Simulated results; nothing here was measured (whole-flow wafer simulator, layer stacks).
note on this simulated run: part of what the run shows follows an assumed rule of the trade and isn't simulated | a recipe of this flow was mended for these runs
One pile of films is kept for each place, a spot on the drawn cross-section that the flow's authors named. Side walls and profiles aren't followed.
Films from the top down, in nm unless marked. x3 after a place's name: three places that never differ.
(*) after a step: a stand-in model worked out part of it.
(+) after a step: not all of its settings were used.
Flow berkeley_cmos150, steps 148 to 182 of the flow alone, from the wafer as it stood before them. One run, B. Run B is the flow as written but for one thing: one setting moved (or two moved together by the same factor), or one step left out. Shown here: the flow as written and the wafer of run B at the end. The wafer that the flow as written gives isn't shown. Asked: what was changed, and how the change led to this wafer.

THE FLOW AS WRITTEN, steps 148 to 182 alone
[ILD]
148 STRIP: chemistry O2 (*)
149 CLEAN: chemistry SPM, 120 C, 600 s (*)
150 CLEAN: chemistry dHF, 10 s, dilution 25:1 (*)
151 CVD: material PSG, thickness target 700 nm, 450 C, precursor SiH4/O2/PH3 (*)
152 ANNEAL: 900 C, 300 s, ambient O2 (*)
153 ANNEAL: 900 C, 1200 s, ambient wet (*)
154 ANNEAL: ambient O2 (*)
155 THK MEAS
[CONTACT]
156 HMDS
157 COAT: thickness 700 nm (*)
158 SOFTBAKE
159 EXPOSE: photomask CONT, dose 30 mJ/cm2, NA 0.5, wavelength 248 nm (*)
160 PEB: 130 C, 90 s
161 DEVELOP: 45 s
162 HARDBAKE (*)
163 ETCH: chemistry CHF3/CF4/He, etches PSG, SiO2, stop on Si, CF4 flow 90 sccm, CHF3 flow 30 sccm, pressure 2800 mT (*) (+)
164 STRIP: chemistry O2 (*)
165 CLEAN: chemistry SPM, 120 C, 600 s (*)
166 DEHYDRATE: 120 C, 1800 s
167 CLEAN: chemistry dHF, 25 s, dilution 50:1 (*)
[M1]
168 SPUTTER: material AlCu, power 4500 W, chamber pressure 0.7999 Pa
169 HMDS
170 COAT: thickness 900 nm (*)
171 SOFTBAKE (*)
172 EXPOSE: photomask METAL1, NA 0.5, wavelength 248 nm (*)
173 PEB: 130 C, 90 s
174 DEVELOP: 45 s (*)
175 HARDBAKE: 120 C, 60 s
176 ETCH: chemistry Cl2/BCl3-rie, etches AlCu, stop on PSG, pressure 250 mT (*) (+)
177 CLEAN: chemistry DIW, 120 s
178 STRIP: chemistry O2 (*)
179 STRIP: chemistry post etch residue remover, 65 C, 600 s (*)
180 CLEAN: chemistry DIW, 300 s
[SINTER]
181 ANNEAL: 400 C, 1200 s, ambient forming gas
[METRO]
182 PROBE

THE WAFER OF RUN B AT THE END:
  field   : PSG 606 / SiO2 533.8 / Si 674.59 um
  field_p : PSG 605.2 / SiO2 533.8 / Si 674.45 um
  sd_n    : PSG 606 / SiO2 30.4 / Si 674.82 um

The cause: step 153, ANNEAL: 866 C was run, where the flow has 900 C.

How the change led to this, step by step:
  153 ANNEAL: 900 C, 1200 s, ambient wet (*)
      sd_n, contact, m1: PSG -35, SiO2 +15, Si -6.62 (as written it would be: PSG -35, SiO2 +22.8, Si -10)
      field, field_p: PSG -35, SiO2 +11.3, Si -4.96 (as written it would be: PSG -35, SiO2 +16.3, Si -7.15)
      (and at 3 more places)
  163 ETCH: chemistry CHF3/CF4/He, etches PSG, SiO2, stop on Si, CF4 flow 90 sccm, CHF3 flow 30 sccm, pressure 2800 mT (*) (+)
      contact: PSG -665 (all of it), SiO2 -30.4 (all of it), Si -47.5 (as written it would be: PSG -665 (all of it), SiO2 -38.1 (all of it), Si -47.5)
  176 ETCH: chemistry Cl2/BCl3-rie, etches AlCu, stop on PSG, pressure 250 mT (*) (+)
      gate_p: AlCu -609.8 (all of it), PSG -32 (as written it would be: AlCu -616.1 (all of it), PSG -31.2)
